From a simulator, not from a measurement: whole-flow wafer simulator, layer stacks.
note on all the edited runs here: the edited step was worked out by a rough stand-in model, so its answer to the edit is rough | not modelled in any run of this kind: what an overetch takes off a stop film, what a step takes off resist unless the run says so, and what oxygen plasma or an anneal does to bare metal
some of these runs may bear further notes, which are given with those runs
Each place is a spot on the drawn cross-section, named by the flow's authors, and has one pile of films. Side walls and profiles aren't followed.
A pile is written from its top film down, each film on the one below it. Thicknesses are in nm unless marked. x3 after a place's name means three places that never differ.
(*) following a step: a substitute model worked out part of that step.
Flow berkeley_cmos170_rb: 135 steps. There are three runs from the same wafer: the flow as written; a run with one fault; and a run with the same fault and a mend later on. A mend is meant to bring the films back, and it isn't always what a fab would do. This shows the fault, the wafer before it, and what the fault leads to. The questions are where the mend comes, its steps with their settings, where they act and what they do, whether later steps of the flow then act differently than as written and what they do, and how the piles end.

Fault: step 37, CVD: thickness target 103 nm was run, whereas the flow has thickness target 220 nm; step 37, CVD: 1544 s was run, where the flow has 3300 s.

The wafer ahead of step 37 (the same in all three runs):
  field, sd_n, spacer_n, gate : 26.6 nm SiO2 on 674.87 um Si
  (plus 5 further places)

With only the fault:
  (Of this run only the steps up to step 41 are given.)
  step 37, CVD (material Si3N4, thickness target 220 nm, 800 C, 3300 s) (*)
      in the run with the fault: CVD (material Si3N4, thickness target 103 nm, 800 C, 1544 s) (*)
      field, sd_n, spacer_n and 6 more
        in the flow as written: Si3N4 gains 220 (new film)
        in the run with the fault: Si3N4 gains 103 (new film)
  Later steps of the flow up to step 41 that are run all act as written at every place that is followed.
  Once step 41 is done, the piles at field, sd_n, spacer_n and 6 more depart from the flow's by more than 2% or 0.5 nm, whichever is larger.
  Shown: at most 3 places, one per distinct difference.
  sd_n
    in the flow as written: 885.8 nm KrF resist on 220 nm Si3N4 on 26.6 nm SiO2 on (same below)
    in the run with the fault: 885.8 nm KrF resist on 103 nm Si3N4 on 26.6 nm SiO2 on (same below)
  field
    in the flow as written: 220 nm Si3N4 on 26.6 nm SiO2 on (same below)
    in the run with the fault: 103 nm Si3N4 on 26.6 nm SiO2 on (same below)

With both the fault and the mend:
  The mend stands after step 37.
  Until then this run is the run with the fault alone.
  step 37a, CVD (material Si3N4, thickness target 117 nm, 800 C, 1756 s) (*) (a further turn of the flow's step 37, with different settings)
      field, sd_n, spacer_n and 6 more
        Si3N4 gains 117
  Later steps of the flow that are run all act as written at every place that is followed.
  The piles end the same as the flow's at every place that both follow.
